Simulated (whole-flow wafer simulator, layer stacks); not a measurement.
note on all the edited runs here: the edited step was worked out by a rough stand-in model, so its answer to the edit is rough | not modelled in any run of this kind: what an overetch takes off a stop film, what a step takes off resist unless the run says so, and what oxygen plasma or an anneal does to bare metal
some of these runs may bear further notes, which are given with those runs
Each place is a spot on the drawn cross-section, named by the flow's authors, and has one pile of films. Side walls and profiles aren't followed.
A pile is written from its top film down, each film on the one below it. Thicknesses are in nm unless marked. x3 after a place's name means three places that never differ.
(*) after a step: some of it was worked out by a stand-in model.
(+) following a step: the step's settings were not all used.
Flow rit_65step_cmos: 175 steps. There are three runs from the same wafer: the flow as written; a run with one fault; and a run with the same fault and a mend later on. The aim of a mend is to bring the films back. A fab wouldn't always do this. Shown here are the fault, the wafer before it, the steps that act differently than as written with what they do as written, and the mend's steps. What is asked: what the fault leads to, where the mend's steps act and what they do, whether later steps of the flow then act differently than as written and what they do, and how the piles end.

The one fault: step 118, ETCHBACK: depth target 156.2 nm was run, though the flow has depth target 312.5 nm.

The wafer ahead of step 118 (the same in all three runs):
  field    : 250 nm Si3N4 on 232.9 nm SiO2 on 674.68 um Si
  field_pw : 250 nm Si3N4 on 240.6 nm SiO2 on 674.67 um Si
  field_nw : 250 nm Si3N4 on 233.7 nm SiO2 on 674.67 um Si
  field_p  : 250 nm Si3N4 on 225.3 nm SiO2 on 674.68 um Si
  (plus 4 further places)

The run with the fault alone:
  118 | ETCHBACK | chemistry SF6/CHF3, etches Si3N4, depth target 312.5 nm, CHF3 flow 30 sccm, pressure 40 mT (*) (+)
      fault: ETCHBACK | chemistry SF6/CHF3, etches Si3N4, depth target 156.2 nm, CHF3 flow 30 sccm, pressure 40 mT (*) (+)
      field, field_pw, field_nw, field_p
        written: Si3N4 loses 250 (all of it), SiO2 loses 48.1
        fault: Si3N4 loses 156.2
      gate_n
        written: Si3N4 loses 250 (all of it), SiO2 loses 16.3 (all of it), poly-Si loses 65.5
        fault: Si3N4 loses 156.2
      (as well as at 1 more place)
  Later steps of the flow acting differently than as written (4 other steps are not shown; they differ only slightly, by no more than 2% or 0.5 nm, whichever is larger):
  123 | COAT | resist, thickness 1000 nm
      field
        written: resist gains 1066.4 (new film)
        fault: resist gains 1044.1 (new film)
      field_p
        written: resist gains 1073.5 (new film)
        fault: resist gains 1051.2 (new film)
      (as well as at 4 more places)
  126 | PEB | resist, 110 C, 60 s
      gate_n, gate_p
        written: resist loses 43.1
        fault: resist loses 40.1
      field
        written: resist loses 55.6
        fault: resist loses 54.3
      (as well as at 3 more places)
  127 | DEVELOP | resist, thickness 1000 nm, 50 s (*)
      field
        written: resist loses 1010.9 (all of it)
        fault: resist loses 989.9 (all of it)
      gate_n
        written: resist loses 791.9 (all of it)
        fault: resist loses 739.2 (all of it)
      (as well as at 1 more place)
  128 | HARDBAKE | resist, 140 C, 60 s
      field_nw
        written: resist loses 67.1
        fault: resist loses 65.7
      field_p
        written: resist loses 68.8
        fault: resist loses 67.2
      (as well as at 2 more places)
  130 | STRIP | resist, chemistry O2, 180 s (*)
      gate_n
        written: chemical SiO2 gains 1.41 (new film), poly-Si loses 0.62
        fault: nothing
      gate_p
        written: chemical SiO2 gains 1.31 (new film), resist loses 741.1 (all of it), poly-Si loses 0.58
        fault: resist loses 691.6 (all of it)
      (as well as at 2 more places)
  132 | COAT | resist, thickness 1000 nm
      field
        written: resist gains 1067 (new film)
        fault: resist gains 1044.1 (new film)
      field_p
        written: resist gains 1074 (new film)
        fault: resist gains 1051.2 (new film)
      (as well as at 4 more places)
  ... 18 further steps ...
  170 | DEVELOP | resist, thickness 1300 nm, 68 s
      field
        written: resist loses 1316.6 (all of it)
        fault: resist loses 1271.6 (all of it)
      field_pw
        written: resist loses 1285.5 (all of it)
        fault: resist loses 1259.5 (all of it)
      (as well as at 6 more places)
  The piles end different from the flow's at field, field_pw, field_nw, field_p, gate_n, gate_p, spacer, spacer_p by more than 2% or 0.5 nm, whichever is larger.
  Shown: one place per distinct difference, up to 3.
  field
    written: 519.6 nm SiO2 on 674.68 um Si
    fault: 363.4 nm SiO2 on 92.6 nm Si3N4 on 232.9 nm SiO2 on 674.68 um Si
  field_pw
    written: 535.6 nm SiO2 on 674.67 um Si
    fault: 363.4 nm SiO2 on 92.6 nm Si3N4 on 240.6 nm SiO2 on 674.67 um Si
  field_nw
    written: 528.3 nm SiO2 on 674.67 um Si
    fault: 363.4 nm SiO2 on 92.6 nm Si3N4 on 233.7 nm SiO2 on 674.67 um Si

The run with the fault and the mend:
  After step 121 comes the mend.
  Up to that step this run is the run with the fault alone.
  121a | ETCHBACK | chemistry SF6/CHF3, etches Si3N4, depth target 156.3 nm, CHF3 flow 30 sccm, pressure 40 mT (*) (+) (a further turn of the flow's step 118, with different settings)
      field, field_pw, field_nw, field_p
        Si3N4 loses 93.8 (all of it), SiO2 loses 48.1
      active_n, sd_n, contact, m1
        Si3N4 loses 93.8 (all of it), SiO2 loses 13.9 (all of it)
      active_p, sd_p
        Si3N4 loses 93.8 (all of it), SiO2 loses 13.4 (all of it)
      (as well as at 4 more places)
  None of the later steps of the flow acts differently than as written at any place that is followed.
  The piles end the same as the flow's at every place that both follow.
